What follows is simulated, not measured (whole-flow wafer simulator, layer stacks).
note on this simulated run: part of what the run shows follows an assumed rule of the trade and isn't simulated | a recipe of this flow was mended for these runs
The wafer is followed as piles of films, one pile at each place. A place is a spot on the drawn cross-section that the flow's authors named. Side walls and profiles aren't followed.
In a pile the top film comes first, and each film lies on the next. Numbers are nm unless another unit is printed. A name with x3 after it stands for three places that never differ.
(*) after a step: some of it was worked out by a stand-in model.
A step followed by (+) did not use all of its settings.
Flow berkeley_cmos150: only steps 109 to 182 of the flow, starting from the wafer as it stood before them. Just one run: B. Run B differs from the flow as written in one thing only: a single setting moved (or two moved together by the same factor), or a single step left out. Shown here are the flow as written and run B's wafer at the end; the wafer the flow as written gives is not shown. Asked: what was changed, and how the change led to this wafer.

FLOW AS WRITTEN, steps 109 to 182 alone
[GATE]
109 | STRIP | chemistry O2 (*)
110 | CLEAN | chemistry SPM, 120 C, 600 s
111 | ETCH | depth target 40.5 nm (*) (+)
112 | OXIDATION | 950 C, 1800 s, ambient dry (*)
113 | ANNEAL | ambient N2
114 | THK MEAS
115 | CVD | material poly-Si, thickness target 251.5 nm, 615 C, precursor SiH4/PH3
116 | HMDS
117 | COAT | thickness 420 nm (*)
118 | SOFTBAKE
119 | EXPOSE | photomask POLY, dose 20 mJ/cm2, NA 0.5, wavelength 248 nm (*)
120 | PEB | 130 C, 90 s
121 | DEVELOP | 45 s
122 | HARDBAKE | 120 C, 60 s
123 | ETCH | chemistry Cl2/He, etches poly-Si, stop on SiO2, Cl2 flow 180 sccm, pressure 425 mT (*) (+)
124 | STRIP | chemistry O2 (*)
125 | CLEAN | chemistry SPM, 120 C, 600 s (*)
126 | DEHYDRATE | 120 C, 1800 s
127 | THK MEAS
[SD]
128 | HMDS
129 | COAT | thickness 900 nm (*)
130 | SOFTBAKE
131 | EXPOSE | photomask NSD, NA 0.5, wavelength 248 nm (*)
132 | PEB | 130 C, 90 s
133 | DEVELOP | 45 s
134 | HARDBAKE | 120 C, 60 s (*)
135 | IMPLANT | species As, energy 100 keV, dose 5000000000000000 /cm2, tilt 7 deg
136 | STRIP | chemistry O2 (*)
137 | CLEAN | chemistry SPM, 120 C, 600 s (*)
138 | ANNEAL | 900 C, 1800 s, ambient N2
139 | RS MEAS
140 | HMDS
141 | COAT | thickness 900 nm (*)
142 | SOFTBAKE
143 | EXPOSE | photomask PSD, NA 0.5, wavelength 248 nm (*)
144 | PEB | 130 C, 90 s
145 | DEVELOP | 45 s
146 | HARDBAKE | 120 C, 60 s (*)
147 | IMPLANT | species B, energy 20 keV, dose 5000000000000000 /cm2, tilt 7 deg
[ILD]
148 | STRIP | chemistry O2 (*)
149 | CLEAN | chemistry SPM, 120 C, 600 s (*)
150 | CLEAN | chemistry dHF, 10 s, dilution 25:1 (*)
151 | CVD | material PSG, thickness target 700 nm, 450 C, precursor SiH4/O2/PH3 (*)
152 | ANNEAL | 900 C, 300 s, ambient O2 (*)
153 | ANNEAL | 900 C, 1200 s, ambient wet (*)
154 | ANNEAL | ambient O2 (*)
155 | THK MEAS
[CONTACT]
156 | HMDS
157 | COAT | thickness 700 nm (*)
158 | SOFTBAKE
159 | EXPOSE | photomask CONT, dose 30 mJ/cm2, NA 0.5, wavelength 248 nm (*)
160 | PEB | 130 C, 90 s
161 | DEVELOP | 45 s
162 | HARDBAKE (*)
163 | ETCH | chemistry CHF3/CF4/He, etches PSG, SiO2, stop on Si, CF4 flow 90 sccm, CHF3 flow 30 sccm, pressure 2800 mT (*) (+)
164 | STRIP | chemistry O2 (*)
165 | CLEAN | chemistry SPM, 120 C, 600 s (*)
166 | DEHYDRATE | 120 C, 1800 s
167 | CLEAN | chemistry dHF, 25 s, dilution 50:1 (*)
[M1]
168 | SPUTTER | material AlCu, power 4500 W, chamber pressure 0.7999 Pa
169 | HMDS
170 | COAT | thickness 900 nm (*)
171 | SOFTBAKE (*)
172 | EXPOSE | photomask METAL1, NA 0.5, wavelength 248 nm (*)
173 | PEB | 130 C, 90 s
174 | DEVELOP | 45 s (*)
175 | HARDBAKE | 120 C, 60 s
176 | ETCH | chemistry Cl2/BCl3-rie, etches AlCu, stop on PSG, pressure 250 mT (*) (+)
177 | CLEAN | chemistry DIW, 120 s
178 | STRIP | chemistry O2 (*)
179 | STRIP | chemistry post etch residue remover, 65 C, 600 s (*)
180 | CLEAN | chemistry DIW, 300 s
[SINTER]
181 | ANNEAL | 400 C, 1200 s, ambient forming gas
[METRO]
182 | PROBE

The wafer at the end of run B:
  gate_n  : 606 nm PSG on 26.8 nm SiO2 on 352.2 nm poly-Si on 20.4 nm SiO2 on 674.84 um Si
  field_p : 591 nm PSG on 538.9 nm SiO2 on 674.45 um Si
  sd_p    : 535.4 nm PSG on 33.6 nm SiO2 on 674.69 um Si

Cause: step 115, CVD: thickness target 364.7 nm was run, whereas the flow has thickness target 251.5 nm.

The path from the change to this, step by step:
  115 | CVD | material poly-Si, thickness target 251.5 nm, 615 C, precursor SiH4/PH3
      field, field_p, sd_n, gate_n, sd_p, gate_p, contact, m1: poly-Si gains 364.7 (new film) (it would be, as written: poly-Si gains 251.5 (new film))
  123 | ETCH | chemistry Cl2/He, etches poly-Si, stop on SiO2, Cl2 flow 180 sccm, pressure 425 mT (*) (+)
      field, field_p, sd_n, sd_p, contact, m1: poly-Si loses 364.7 (all of it), SiO2 loses 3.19 (it would be, as written: poly-Si loses 251.5 (all of it), SiO2 loses 3.19)
      gate_n, gate_p: KrF-resist loses 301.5 (it would be, as written: KrF-resist loses 220.6)
  124 | STRIP | chemistry O2 (*)
      gate_n: chemical SiO2 gains 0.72 (new film), KrF-resist loses 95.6 (all of it), poly-Si loses 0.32 (it would be, as written: chemical SiO2 gains 0.69 (new film), KrF-resist loses 176.1 (all of it), poly-Si loses 0.3)
      gate_p: chemical SiO2 gains 0.72 (new film), KrF-resist loses 132.6 (all of it), poly-Si loses 0.32 (it would be, as written: chemical SiO2 gains 0.69 (new film), KrF-resist loses 213.2 (all of it), poly-Si loses 0.3)
  129 | COAT | thickness 900 nm (*)
      gate_n: thick-KrF-resist gains 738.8 (new film) (it would be, as written: thick-KrF-resist gains 819.9 (new film))
      gate_p: thick-KrF-resist gains 806.2 (new film) (it would be, as written: thick-KrF-resist gains 888.9 (new film))
  133 | DEVELOP | 45 s
      gate_n: thick-KrF-resist loses 737.1 (all of it) (it would be, as written: thick-KrF-resist loses 818.1 (all of it))
  136 | STRIP | chemistry O2 (*)
      gate_p: thick-KrF-resist loses 791 (all of it), chemical SiO2 gains 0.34, poly-Si loses 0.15 (it would be, as written: thick-KrF-resist loses 873.6 (all of it), chemical SiO2 gains 0.34, poly-Si loses 0.15)
  141 | COAT | thickness 900 nm (*)
      gate_n: thick-KrF-resist gains 738.5 (new film) (it would be, as written: thick-KrF-resist gains 819.7 (new film))
      gate_p: thick-KrF-resist gains 806.1 (new film) (it would be, as written: thick-KrF-resist gains 888.8 (new film))
  145 | DEVELOP | 45 s
      gate_p: thick-KrF-resist loses 804.2 (all of it) (it would be, as written: thick-KrF-resist loses 886.7 (all of it))
  148 | STRIP | chemistry O2 (*)
      gate_n: thick-KrF-resist loses 723.5 (all of it), chemical SiO2 gains 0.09, poly-Si loses 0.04 (it would be, as written: thick-KrF-resist loses 804.5 (all of it), chemical SiO2 gains 0.09, poly-Si loses 0.04)
  153 | ANNEAL | 900 C, 1200 s, ambient wet (*)
      field_p: PSG loses 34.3, SiO2 gains 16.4, Si loses 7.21 (it would be, as written: PSG loses 35, SiO2 gains 16.3, Si loses 7.15)
  157 | COAT | thickness 700 nm (*)
      field_p: KrF-resist gains 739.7 (new film) (it would be, as written: KrF-resist gains 716.6 (new film))
      gate_n: KrF-resist gains 601.8 (new film) (it would be, as written: KrF-resist gains 650.5 (new film))
      (also at 2 further places)
  164 | STRIP | chemistry O2 (*)
      field_p: KrF-resist loses 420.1 (all of it) (it would be, as written: KrF-resist loses 397.1 (all of it))
      gate_n: KrF-resist loses 282.6 (all of it) (it would be, as written: KrF-resist loses 331.2 (all of it))
      (also at 2 further places)
  170 | COAT | thickness 900 nm (*)
      field_p: thick-KrF-resist gains 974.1 (new film) (it would be, as written: thick-KrF-resist gains 942.7 (new film))
      sd_n: thick-KrF-resist gains 1166.2 (new film) (it would be, as written: thick-KrF-resist gains 1135.4 (new film))
      (also at 2 further places)
  174 | DEVELOP | 45 s (*)
      field_p: thick-KrF-resist loses 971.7 (all of it), AlCu loses 10 (it would be, as written: thick-KrF-resist loses 940.5 (all of it), AlCu loses 10)
      sd_n: thick-KrF-resist loses 1163.3 (all of it), AlCu loses 10 (it would be, as written: thick-KrF-resist loses 1132.6 (all of it), AlCu loses 10)
      (also at 2 further places)
  176 | ETCH | chemistry Cl2/BCl3-rie, etches AlCu, stop on PSG, pressure 250 mT (*) (+)
      field_p: AlCu loses 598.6 (all of it), PSG loses 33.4 (it would be, as written: AlCu loses 609.8 (all of it), PSG loses 32)
      sd_p: AlCu loses 471 (all of it), PSG loses 49.4 (it would be, as written: AlCu loses 461.4 (all of it), PSG loses 50.6)
